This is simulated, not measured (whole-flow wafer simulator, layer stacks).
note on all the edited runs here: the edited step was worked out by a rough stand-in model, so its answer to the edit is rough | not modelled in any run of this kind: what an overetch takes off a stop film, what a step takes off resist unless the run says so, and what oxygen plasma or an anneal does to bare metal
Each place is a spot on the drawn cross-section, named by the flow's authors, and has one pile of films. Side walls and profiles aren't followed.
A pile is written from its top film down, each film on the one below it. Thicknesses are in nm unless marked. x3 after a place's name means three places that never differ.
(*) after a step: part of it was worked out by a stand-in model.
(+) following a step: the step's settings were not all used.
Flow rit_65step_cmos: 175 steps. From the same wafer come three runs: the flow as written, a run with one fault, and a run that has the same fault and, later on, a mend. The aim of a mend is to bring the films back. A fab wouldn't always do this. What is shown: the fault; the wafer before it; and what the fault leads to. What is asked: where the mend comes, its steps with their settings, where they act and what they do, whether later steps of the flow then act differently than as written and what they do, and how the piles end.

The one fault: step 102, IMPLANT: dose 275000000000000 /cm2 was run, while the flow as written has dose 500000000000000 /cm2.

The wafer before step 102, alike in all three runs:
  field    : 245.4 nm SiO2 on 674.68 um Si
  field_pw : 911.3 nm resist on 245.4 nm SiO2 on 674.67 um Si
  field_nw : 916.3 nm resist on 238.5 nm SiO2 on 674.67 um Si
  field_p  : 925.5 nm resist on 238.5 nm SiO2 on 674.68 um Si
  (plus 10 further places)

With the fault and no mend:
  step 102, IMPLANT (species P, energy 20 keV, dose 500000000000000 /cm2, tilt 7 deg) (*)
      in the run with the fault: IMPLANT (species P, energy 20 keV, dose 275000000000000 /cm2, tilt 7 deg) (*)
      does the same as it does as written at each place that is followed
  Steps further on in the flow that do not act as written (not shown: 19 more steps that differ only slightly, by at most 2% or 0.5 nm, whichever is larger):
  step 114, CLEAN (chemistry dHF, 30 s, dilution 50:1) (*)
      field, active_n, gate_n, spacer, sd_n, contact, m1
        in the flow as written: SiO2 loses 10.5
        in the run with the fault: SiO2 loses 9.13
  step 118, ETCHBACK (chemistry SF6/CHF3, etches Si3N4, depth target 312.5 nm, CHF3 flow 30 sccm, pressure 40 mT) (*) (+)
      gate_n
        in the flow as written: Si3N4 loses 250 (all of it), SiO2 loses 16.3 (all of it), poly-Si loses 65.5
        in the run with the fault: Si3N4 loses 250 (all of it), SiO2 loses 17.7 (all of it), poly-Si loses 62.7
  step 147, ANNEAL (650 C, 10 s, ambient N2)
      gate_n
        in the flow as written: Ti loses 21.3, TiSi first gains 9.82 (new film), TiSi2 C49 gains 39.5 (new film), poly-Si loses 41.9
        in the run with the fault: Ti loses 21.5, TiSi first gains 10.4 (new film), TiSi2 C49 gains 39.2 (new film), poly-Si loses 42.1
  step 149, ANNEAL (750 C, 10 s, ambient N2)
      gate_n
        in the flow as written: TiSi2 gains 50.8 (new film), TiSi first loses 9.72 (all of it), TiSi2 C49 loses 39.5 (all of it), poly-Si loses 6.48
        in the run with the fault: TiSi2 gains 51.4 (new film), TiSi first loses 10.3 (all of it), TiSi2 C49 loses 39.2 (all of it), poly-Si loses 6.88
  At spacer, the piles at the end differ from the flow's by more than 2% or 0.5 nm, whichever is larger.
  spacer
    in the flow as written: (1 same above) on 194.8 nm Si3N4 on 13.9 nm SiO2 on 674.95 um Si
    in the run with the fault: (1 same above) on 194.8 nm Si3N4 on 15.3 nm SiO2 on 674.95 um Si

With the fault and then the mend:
  After step 102 comes the mend.
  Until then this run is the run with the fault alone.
  step 102a, IMPLANT (species P, energy 20 keV, dose 225000000000000 /cm2, tilt 7 deg) (*) (a further turn of the flow's step 102, with different settings)
      does not change any film at any place that is followed
  Every later step of the flow that is run acts as written at every place that is followed.
  At every place that both follow, the piles at the end match the flow's.
